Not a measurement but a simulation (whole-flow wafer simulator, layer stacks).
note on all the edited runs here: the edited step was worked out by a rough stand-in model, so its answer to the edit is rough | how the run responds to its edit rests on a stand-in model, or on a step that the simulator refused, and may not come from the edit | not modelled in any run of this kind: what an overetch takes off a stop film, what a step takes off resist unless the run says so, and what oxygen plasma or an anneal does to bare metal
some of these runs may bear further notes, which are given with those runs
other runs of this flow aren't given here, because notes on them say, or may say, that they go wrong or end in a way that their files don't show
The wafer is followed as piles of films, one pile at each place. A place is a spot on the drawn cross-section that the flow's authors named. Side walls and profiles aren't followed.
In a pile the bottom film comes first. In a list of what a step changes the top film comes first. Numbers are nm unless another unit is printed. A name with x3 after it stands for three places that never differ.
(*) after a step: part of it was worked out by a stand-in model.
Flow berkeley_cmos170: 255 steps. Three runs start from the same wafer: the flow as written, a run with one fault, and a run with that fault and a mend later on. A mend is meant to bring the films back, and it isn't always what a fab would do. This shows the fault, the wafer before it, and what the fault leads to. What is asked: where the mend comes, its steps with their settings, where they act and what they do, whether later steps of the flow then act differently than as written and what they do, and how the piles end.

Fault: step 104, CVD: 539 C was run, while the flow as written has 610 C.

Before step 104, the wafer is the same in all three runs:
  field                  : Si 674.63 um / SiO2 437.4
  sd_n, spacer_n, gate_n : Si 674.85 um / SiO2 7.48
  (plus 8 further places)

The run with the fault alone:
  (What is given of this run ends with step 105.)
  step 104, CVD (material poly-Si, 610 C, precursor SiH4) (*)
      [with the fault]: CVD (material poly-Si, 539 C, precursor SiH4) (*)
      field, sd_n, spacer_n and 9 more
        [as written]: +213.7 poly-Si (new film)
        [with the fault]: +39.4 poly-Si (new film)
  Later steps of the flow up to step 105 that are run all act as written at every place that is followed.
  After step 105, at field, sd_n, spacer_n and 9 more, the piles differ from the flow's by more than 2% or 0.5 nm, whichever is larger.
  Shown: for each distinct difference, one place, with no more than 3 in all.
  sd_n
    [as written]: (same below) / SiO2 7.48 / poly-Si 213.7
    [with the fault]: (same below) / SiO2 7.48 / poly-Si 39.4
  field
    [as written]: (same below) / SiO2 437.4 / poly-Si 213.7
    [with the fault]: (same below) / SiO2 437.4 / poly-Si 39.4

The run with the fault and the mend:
  After step 105 comes the mend.
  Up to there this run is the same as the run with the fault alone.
  step 105a, CVD (material poly-Si, 610 C, precursor SiH4) (*) (a further turn of the flow's step 104; the settings that differ are not printed)
      field, sd_n, spacer_n and 9 more
        +174.2 poly-Si
  Later steps of the flow that are run all act as written at every place that is followed, up to a difference of at most 2% or 0.5 nm, whichever is larger.
  When the end is reached, the piles differ only a little from the flow's at the places that both follow, at most by 2% or 0.5 nm, whichever is larger.
